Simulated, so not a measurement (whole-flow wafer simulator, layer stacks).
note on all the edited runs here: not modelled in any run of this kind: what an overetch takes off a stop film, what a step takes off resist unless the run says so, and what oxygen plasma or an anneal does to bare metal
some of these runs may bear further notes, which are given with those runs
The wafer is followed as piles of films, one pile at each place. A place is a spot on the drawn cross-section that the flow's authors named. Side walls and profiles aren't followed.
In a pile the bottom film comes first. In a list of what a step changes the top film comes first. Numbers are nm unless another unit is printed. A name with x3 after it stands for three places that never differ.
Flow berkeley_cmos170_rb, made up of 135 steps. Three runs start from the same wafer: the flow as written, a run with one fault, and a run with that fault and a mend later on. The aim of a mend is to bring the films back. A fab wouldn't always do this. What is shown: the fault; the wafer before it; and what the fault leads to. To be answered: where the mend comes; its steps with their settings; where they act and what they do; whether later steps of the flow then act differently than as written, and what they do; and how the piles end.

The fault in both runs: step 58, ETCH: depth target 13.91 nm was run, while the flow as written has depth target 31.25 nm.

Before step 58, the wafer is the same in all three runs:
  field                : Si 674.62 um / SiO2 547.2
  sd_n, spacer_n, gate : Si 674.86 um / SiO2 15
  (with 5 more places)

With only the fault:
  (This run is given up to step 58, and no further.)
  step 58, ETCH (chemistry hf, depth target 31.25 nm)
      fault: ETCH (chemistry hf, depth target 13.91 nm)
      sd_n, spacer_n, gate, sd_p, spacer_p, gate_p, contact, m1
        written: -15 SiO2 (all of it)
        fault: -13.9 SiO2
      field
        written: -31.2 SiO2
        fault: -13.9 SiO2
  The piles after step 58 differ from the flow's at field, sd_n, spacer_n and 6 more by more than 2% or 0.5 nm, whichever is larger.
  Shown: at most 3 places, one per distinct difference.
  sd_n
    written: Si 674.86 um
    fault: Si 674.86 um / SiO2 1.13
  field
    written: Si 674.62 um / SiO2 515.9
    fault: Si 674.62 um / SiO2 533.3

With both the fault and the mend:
  After step 58 comes the mend.
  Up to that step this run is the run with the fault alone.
  step 58a, ETCH (chemistry hf, depth target 17.34 nm) (the flow's step 58, run once more with other settings)
      sd_n, spacer_n, gate, sd_p, spacer_p, gate_p, contact, m1
        -1.13 SiO2 (all of it)
      field
        -17.3 SiO2
  Every later step of the flow that is run acts as written, at every place that is followed, to within 2% or 0.5 nm, whichever is larger.
  At every place that both follow, the piles at the end match the flow's.
